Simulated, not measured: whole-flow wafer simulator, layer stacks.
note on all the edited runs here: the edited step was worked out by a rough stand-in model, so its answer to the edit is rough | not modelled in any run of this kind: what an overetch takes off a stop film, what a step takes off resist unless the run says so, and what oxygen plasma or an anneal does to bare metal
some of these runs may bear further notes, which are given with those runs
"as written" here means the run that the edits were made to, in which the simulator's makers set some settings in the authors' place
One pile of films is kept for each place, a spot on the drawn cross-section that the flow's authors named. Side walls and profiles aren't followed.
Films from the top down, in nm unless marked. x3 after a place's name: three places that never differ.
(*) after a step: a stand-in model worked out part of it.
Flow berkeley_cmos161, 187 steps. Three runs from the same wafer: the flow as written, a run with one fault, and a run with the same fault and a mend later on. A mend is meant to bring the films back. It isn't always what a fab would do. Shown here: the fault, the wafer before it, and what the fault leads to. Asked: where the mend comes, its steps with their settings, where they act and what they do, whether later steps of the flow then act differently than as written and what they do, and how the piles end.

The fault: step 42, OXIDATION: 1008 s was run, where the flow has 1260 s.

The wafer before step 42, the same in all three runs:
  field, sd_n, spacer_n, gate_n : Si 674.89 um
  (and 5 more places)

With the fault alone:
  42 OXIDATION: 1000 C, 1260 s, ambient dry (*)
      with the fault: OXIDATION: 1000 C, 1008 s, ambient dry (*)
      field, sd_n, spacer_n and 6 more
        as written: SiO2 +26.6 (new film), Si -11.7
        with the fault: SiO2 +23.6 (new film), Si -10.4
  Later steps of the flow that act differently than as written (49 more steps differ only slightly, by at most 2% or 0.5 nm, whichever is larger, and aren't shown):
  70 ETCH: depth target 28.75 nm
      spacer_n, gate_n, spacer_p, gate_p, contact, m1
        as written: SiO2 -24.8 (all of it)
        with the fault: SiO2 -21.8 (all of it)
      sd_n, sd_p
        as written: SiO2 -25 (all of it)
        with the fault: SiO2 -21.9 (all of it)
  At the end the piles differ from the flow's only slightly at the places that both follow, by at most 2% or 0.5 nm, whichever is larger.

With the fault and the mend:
  The mend comes after step 42.
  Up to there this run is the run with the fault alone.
  42a OXIDATION: 1000 C, 252 s, ambient dry (*) (the flow's step 42 once more, with other settings)
      field, sd_n, spacer_n and 6 more
        SiO2 +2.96, Si -1.3
  No later step of the flow acts differently than as written at any place that is followed.
  At the end the piles are the same as the flow's at every place that both follow.
